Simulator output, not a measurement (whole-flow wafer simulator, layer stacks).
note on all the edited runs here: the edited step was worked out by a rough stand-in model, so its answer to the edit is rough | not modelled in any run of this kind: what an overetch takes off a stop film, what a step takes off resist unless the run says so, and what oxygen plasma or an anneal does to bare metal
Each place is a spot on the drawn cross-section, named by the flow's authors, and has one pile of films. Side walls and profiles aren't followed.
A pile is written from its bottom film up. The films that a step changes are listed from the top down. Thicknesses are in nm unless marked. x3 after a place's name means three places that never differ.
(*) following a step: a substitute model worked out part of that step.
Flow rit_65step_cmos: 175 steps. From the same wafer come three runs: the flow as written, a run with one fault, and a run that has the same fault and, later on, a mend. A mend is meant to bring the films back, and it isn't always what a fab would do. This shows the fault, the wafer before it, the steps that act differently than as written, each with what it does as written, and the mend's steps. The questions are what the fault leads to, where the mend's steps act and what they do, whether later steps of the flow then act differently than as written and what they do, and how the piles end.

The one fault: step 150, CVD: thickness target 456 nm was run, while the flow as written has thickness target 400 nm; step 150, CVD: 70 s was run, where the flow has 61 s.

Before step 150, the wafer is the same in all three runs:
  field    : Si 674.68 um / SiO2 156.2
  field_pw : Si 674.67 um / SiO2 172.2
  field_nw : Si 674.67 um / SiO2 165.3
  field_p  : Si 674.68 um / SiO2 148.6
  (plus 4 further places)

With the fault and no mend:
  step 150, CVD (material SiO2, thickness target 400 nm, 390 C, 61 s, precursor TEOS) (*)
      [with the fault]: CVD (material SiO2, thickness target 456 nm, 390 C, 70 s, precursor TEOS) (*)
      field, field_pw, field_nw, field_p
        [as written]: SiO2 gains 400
        [with the fault]: SiO2 gains 456
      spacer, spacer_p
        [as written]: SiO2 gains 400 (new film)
        [with the fault]: SiO2 gains 456 (new film)
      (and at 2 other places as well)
  Later steps of the flow that are run all act as written at every place that is followed, up to a difference of at most 2% or 0.5 nm, whichever is larger.
  By the end, the piles at field, field_pw, field_nw, field_p, gate_n, gate_p, spacer, spacer_p depart from the flow's by more than 2% or 0.5 nm, whichever is larger.
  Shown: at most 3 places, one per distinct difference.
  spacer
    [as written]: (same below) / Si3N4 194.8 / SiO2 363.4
    [with the fault]: (same below) / Si3N4 194.8 / SiO2 419.4
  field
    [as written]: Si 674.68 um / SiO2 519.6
    [with the fault]: Si 674.68 um / SiO2 575.6
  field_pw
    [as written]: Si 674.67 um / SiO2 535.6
    [with the fault]: Si 674.67 um / SiO2 591.6

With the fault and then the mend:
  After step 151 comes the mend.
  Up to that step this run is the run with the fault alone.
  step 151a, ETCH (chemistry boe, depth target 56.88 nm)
      field, field_pw, field_nw, field_p, gate_n, gate_p, spacer, spacer_p
        SiO2 loses 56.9
  Later steps of the flow that are run all act as written at every place that is followed, up to a difference of at most 2% or 0.5 nm, whichever is larger.
  When the end is reached, the piles differ only a little from the flow's at the places that both follow, at most by 2% or 0.5 nm, whichever is larger.
